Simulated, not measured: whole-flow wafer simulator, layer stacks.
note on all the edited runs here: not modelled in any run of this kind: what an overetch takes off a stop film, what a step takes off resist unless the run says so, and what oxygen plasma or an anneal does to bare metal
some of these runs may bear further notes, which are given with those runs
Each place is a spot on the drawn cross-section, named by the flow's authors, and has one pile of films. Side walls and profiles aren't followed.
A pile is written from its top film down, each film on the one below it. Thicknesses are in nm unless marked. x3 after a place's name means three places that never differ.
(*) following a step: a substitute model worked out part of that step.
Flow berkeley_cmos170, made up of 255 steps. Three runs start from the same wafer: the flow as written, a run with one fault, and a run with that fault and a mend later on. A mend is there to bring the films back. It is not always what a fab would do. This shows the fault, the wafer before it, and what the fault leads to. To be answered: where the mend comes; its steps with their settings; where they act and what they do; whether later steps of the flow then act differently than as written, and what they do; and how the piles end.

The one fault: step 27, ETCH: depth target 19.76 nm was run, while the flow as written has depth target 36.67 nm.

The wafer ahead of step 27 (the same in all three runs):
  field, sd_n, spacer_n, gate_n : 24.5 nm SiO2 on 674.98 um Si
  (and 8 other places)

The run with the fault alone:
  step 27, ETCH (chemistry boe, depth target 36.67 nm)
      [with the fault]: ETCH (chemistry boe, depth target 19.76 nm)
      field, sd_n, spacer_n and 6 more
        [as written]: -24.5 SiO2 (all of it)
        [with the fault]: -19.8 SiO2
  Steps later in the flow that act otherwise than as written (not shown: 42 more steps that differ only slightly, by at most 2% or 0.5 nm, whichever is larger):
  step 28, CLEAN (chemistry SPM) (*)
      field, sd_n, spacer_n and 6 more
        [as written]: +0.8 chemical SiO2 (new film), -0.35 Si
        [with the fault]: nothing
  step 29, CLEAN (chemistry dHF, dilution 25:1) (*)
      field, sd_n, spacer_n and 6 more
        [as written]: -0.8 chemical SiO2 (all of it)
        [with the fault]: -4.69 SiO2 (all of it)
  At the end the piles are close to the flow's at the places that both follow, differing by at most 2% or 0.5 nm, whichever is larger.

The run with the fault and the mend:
  The mend follows step 27.
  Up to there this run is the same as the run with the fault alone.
  step 27a, ETCH (chemistry boe, depth target 16.9 nm) (the flow's step 27, run once more with other settings)
      field, sd_n, spacer_n and 6 more
        -4.69 SiO2 (all of it)
  Later steps of the flow that are run all act as written at every place that is followed.
  The piles end the same as the flow's at every place that both follow.
